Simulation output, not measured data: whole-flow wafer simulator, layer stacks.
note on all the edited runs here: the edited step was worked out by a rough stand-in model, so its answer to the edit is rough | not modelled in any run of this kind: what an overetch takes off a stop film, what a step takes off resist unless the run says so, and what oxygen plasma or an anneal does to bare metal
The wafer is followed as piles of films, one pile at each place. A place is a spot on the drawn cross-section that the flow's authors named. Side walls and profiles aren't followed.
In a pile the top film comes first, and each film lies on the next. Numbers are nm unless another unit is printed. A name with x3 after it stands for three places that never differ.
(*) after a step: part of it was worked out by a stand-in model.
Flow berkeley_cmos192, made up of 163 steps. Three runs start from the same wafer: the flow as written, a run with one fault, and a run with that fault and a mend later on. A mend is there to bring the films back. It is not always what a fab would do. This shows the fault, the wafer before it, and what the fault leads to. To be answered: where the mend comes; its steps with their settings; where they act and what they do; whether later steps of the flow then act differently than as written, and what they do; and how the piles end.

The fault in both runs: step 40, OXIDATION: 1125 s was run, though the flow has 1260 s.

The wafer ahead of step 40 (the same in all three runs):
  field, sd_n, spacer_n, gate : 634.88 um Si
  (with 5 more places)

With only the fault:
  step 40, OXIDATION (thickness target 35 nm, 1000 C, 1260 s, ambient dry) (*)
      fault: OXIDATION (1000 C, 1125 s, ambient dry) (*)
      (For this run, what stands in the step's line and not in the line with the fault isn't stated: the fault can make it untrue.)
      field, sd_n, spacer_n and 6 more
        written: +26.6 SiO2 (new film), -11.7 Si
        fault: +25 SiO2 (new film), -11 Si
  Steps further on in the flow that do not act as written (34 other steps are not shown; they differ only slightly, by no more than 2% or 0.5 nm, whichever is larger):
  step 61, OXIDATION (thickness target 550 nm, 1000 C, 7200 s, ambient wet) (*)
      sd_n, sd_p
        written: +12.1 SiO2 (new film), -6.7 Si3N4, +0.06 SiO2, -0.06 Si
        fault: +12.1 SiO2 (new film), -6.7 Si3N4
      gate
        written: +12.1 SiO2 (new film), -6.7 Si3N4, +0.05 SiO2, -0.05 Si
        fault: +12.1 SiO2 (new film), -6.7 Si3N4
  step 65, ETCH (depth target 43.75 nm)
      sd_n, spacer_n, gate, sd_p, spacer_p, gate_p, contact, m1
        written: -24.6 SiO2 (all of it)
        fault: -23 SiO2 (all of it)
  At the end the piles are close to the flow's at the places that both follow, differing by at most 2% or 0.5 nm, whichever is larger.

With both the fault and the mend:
  The mend stands after step 41.
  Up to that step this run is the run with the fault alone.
  step 41a, OXIDATION (1000 C, 104 s, ambient dry) (*) (a further turn of the flow's step 40, with different settings)
      field, sd_n, spacer_n and 6 more
        +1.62 SiO2, -0.71 Si
  None of the later steps of the flow differs from how it acts as written, at any place that is followed, by more than 2% or 0.5 nm, whichever is larger.
  By the end, the piles equal the flow's at every place that both follow.
